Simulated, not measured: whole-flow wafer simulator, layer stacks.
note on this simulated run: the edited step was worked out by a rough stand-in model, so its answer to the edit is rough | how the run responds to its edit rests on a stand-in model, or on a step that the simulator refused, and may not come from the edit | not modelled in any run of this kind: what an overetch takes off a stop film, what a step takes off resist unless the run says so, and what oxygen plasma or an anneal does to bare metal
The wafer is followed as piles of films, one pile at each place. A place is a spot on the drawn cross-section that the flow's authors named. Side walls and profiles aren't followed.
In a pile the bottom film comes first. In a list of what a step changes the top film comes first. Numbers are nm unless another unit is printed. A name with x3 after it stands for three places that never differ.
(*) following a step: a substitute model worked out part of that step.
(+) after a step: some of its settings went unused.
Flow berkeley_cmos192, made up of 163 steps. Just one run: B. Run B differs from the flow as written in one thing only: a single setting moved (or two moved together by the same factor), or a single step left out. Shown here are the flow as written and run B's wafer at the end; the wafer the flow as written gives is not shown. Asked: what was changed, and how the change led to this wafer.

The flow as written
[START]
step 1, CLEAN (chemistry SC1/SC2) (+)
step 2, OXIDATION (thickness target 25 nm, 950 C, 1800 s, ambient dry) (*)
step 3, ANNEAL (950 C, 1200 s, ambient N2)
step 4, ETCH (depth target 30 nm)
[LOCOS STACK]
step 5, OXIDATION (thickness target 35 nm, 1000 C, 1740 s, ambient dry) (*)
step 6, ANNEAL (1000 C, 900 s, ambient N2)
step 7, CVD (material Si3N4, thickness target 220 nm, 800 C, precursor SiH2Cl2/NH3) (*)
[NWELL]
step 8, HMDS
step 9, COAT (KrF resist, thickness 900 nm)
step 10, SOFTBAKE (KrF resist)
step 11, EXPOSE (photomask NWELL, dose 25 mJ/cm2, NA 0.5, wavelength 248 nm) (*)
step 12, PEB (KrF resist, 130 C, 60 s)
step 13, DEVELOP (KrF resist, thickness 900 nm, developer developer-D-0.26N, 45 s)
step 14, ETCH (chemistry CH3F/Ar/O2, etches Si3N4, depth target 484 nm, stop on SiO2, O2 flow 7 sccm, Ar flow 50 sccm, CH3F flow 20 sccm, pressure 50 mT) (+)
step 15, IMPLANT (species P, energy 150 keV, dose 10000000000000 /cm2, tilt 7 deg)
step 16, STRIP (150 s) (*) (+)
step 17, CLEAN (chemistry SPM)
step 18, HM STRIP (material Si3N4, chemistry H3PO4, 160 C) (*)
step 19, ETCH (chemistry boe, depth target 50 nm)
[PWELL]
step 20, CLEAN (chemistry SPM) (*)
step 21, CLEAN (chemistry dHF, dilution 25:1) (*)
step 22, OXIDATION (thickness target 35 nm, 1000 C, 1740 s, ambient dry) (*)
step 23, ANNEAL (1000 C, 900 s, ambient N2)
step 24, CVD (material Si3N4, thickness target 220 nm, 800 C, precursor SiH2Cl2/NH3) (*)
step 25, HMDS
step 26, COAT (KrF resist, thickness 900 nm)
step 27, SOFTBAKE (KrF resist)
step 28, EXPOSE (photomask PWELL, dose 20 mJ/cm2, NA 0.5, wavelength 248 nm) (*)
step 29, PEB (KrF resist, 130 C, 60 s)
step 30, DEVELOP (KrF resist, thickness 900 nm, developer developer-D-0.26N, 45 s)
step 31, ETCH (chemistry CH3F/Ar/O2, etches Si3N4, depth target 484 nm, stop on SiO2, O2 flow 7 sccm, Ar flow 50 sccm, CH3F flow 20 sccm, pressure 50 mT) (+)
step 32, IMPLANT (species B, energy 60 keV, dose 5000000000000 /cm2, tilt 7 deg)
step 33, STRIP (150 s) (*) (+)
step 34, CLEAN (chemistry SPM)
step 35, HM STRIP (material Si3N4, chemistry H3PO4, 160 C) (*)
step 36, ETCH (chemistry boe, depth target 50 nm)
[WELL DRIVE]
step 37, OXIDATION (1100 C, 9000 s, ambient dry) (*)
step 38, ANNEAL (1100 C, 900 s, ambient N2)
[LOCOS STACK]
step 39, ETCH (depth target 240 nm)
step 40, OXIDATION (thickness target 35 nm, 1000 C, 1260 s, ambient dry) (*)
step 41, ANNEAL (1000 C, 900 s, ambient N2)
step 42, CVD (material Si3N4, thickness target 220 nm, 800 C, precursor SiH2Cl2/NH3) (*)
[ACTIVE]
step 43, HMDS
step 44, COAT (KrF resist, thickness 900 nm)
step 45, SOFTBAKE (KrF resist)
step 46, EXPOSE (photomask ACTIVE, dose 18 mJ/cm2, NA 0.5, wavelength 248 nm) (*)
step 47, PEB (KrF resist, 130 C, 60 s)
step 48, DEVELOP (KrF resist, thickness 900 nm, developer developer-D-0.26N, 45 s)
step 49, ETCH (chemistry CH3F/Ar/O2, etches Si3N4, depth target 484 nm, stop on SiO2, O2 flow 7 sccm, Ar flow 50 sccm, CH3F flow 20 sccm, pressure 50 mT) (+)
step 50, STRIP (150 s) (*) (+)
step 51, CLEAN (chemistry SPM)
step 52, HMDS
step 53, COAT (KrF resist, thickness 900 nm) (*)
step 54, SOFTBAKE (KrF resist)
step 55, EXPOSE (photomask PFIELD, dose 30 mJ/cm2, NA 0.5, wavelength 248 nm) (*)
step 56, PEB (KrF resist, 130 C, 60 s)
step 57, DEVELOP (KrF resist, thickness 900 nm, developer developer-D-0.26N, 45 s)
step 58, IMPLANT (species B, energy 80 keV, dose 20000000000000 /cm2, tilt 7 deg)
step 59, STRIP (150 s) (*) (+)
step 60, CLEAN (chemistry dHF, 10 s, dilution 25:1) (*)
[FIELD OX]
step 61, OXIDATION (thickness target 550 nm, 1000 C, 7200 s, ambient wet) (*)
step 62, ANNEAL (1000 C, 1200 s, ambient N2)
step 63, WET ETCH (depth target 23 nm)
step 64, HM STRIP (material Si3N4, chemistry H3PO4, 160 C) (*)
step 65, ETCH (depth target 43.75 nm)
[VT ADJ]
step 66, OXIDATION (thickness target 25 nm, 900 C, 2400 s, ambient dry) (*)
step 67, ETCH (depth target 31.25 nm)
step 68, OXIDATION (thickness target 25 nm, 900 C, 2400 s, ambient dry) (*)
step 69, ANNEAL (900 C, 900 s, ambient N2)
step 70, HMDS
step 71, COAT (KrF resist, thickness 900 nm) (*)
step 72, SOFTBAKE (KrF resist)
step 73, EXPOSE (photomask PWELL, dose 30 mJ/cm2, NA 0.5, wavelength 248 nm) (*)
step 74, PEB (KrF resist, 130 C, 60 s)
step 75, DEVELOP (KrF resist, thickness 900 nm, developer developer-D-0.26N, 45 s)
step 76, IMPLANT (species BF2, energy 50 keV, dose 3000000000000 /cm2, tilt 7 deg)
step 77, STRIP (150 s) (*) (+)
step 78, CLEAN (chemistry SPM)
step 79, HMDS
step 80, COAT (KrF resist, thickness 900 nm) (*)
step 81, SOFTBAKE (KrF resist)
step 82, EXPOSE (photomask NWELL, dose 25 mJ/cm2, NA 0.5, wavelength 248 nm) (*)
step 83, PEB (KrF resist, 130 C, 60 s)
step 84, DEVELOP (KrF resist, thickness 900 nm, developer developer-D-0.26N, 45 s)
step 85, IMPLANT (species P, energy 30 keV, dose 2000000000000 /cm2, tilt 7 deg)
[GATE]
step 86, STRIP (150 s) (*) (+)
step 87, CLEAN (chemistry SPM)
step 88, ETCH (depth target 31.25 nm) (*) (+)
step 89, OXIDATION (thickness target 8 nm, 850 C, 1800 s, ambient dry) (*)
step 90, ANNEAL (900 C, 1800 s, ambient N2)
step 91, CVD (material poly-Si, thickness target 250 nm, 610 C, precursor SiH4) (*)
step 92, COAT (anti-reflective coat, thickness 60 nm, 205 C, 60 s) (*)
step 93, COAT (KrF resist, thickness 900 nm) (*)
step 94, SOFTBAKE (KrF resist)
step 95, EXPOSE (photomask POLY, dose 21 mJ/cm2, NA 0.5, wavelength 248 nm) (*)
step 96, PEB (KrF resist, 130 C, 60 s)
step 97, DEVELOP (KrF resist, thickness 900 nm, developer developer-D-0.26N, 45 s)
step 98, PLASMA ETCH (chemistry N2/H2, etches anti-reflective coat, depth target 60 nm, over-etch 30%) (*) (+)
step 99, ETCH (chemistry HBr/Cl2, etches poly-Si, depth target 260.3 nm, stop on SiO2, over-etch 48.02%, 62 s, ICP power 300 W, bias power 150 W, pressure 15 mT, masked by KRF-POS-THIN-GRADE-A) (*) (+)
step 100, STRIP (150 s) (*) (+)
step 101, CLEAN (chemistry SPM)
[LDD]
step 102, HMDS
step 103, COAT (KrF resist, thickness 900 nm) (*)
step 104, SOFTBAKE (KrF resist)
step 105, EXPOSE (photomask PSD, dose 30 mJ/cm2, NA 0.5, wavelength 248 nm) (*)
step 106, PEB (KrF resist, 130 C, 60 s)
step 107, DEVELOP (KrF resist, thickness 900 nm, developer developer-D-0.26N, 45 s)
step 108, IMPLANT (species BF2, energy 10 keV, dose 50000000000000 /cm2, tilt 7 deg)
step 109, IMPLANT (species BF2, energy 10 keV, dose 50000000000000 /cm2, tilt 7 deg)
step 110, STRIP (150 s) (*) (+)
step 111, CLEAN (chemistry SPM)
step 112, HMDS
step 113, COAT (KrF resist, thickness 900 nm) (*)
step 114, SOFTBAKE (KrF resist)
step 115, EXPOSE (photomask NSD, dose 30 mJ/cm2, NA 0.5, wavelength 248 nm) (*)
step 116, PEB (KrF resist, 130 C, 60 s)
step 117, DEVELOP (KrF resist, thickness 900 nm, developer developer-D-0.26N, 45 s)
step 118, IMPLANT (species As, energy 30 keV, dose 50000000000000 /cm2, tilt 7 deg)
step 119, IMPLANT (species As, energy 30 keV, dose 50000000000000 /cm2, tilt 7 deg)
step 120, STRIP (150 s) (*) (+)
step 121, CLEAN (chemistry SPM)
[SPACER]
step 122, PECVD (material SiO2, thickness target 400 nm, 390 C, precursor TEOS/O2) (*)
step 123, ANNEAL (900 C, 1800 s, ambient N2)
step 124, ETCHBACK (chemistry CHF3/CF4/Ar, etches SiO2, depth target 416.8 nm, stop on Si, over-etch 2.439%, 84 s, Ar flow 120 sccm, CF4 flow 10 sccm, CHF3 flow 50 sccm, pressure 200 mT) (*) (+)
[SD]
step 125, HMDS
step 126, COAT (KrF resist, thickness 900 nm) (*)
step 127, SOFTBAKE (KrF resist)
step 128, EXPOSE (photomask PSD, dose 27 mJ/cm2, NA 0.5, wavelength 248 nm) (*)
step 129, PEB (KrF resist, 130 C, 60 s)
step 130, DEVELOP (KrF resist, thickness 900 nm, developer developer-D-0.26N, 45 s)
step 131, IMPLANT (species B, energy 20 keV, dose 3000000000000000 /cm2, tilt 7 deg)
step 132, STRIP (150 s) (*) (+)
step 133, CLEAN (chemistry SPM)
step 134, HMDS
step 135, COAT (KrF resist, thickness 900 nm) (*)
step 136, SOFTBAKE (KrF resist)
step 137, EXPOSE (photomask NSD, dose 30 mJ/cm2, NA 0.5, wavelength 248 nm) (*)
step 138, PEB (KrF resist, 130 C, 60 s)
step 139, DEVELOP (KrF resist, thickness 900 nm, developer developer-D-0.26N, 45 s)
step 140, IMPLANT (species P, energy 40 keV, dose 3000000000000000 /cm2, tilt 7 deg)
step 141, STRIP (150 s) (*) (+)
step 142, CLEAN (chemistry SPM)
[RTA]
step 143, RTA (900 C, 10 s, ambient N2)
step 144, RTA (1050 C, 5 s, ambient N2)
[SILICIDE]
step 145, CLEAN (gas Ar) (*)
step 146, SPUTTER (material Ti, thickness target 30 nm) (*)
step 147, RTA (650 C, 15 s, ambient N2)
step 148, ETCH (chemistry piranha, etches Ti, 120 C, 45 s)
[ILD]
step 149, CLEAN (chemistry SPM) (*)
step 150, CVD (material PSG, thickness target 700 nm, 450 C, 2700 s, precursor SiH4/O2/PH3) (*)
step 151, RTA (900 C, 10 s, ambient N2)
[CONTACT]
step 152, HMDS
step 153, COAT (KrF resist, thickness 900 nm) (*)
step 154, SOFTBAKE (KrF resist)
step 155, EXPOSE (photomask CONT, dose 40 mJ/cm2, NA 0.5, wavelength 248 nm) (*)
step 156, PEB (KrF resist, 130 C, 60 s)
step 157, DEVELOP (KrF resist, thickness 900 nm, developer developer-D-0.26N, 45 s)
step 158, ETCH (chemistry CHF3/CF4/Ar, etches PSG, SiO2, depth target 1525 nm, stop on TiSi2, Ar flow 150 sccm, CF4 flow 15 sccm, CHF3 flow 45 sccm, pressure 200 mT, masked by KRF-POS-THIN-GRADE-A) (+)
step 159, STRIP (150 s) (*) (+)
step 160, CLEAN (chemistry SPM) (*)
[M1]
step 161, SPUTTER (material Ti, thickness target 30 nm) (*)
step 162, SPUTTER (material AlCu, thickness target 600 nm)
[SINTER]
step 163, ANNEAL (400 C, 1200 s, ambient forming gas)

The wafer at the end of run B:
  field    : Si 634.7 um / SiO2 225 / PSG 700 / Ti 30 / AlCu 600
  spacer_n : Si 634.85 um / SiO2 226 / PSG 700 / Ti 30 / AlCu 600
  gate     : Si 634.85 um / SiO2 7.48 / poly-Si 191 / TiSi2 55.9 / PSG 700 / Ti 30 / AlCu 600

The reason: step 61, OXIDATION: 950 C was run, while the flow as written has 1000 C.

The path from the change to this, step by step:
  step 61, OXIDATION (thickness target 550 nm, 1000 C, 7200 s, ambient wet) (*)
      gate: SiO2 gains 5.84 (new film), Si3N4 loses 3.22 (as written it would have been: SiO2 gains 12.1 (new film), Si3N4 loses 6.7, SiO2 gains 0.05, Si loses 0.05)
      spacer_n, spacer_p, gate_p, contact, m1: SiO2 gains 5.84 (new film), Si3N4 loses 3.22 (as written it would have been: SiO2 gains 12.1 (new film), Si3N4 loses 6.7)
      (and at 3 other places as well)
  step 63, WET ETCH (depth target 23 nm)
      sd_n, spacer_n, gate, sd_p, spacer_p, gate_p, contact, m1: SiO2 loses 5.84 (all of it) (as written it would have been: SiO2 loses 12.1 (all of it))
  step 66, OXIDATION (thickness target 25 nm, 900 C, 2400 s, ambient dry) (*)
      field: SiO2 gains 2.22, Si loses 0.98 (as written it would have been: SiO2 gains 1.6, Si loses 0.7)
  step 68, OXIDATION (thickness target 25 nm, 900 C, 2400 s, ambient dry) (*)
      field: SiO2 gains 2.38, Si loses 1.05 (as written it would have been: SiO2 gains 1.68, Si loses 0.74)
  step 71, COAT (KrF resist, thickness 900 nm) (*)
      spacer_n, gate: KrF resist gains 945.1 (new film) (as written it would have been: KrF resist gains 978.6 (new film))
      field: KrF resist gains 867.2 (new film) (as written it would have been: KrF resist gains 842.4 (new film))
      (and at 6 other places as well)
  step 75, DEVELOP (KrF resist, thickness 900 nm, developer developer-D-0.26N, 45 s)
      field: KrF resist loses 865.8 (all of it) (as written it would have been: KrF resist loses 841.1 (all of it))
      sd_n: KrF resist loses 962 (all of it) (as written it would have been: KrF resist loses 1011.6 (all of it))
      (and at 3 other places as well)
  step 77, STRIP (150 s) (*) (+)
      sd_p: KrF resist loses 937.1 (all of it) (as written it would have been: KrF resist loses 977.8 (all of it))
      spacer_p: KrF resist loses 927.4 (all of it) (as written it would have been: KrF resist loses 959.3 (all of it))
      (and at 2 other places as well)
  step 80, COAT (KrF resist, thickness 900 nm) (*)
      spacer_n, gate: KrF resist gains 945.1 (new film) (as written it would have been: KrF resist gains 978.6 (new film))
      field: KrF resist gains 867.2 (new film) (as written it would have been: KrF resist gains 842.4 (new film))
      (and at 6 other places as well)
  step 84, DEVELOP (KrF resist, thickness 900 nm, developer developer-D-0.26N, 45 s)
      sd_p: KrF resist loses 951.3 (all of it) (as written it would have been: KrF resist loses 992 (all of it))
      spacer_p: KrF resist loses 941.6 (all of it) (as written it would have been: KrF resist loses 973.5 (all of it))
      (and at 1 other place as well)
  step 86, STRIP (150 s) (*) (+)
      spacer_n, gate: KrF resist loses 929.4 (all of it) (as written it would have been: KrF resist loses 962.8 (all of it))
      field: KrF resist loses 851.6 (all of it) (as written it would have been: KrF resist loses 826.9 (all of it))
      (and at 3 other places as well)
  step 92, COAT (anti-reflective coat, thickness 60 nm, 205 C, 60 s) (*)
      field: anti-reflective coat gains 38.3 (new film) (as written it would have been: anti-reflective coat gains 35.3 (new film))
      sd_n: anti-reflective coat gains 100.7 (new film) (as written it would have been: anti-reflective coat gains 152.4 (new film))
      (and at 7 other places as well)
  step 93, COAT (KrF resist, thickness 900 nm) (*)
      spacer_n: KrF resist gains 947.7 (new film) (as written it would have been: KrF resist gains 1021.2 (new film))
      gate: KrF resist gains 949.2 (new film) (as written it would have been: KrF resist gains 1023.8 (new film))
      (and at 5 other places as well)
  step 97, DEVELOP (KrF resist, thickness 900 nm, developer developer-D-0.26N, 45 s)
      spacer_n: KrF resist loses 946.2 (all of it) (as written it would have been: KrF resist loses 1019.5 (all of it))
      sd_p: KrF resist loses 923 (all of it) (as written it would have been: KrF resist loses 955.6 (all of it))
      (and at 3 other places as well)
  step 98, PLASMA ETCH (chemistry N2/H2, etches anti-reflective coat, depth target 60 nm, over-etch 30%) (*) (+)
      field: anti-reflective coat loses 38.3 (all of it), poly-Si loses 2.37 (as written it would have been: anti-reflective coat loses 35.3 (all of it), poly-Si loses 4.18)
      sd_n: anti-reflective coat loses 100.7 (all of it), poly-Si loses 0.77 (as written it would have been: anti-reflective coat loses 152.4 (all of it), poly-Si loses 1.17)
      (and at 5 other places as well)
  step 100, STRIP (150 s) (*) (+)
      gate: chemical SiO2 gains 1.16 (new film), KrF resist loses 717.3 (all of it), anti-reflective coat loses 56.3 (all of it), poly-Si loses 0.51 (as written it would have been: chemical SiO2 gains 1.15 (new film), KrF resist loses 791.8 (all of it), anti-reflective coat loses 30 (all of it), poly-Si loses 0.51)
      gate_p: chemical SiO2 gains 1.16 (new film), KrF resist loses 711.1 (all of it), anti-reflective coat loses 53.4 (all of it), poly-Si loses 0.51 (as written it would have been: chemical SiO2 gains 1.15 (new film), KrF resist loses 765.1 (all of it), anti-reflective coat loses 31 (all of it), poly-Si loses 0.51)
  step 103, COAT (KrF resist, thickness 900 nm) (*)
      field: KrF resist gains 875.4 (new film) (as written it would have been: KrF resist gains 850.3 (new film))
      sd_n: KrF resist gains 954.1 (new film) (as written it would have been: KrF resist gains 1003.8 (new film))
      (and at 7 other places as well)
  ... 20 further steps ...
  step 162, SPUTTER (material AlCu, thickness target 600 nm)
      sd_p: AlCu gains 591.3 (new film) (as written it would have been: AlCu gains 551.2 (new film))
